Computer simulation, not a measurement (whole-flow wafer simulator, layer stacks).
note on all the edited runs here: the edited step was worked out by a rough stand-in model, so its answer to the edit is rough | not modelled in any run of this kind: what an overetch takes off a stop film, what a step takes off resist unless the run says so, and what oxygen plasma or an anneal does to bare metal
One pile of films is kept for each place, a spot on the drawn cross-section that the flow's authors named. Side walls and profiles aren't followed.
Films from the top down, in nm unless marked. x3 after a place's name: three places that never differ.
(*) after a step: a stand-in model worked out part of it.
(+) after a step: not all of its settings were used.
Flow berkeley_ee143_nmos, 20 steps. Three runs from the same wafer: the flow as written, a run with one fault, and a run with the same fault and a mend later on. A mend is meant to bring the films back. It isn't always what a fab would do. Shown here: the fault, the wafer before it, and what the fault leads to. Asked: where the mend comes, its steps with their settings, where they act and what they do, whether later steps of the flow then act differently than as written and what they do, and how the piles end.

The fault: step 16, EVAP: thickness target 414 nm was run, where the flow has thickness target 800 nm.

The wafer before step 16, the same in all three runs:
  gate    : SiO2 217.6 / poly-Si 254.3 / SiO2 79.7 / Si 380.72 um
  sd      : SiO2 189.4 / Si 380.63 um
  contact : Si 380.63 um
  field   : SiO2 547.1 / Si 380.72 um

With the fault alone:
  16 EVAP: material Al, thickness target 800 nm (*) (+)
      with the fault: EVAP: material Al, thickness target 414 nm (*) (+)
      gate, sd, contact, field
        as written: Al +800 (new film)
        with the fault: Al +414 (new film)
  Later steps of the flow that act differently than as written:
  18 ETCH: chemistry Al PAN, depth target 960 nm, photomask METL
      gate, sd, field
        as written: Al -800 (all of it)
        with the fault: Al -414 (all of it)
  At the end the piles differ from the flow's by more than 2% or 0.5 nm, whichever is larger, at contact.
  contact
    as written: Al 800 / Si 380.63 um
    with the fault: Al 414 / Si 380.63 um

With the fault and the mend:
  The mend comes after step 16.
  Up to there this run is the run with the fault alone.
  16a EVAP: material Al, thickness target 386 nm (*) (+) (the flow's step 16 once more, with other settings)
      gate, sd, contact, field
        Al +386
  No later step of the flow acts differently than as written at any place that is followed.
  At the end the piles are the same as the flow's at every place that both follow.
